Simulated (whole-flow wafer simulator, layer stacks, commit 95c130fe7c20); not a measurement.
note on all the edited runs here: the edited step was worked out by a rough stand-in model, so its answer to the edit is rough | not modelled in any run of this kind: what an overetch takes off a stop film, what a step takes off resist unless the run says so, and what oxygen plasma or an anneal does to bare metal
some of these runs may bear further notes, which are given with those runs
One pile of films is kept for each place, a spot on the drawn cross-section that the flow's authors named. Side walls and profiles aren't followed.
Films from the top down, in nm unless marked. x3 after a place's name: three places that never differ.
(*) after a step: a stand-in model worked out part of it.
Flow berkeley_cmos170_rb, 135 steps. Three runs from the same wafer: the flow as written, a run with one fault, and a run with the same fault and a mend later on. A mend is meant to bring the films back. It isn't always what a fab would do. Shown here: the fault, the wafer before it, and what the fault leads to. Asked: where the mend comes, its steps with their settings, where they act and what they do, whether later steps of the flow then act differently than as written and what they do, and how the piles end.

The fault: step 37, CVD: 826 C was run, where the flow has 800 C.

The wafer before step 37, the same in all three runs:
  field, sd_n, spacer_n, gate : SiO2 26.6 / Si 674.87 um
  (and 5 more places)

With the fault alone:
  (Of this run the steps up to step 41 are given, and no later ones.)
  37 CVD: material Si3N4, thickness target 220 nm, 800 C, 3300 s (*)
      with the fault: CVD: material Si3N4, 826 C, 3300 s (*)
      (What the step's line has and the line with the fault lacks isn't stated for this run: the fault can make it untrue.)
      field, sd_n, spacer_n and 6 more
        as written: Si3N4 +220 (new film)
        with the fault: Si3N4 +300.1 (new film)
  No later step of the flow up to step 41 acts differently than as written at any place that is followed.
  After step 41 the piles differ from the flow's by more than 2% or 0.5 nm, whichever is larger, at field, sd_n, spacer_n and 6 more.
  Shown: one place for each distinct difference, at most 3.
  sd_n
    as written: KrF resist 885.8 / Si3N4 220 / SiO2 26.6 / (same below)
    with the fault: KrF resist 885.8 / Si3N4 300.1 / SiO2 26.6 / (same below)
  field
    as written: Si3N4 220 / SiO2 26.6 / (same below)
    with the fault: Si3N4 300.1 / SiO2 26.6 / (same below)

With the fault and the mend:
  The mend comes after step 37.
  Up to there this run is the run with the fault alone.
  37a ETCH: chemistry h3po4, depth target 80.11 nm (the flow's step 30 once more, with other settings)
      field, sd_n, spacer_n and 6 more
        Si3N4 -80.1
  No later step of the flow acts differently than as written at any place that is followed.
  At the end the piles are the same as the flow's at every place that both follow.
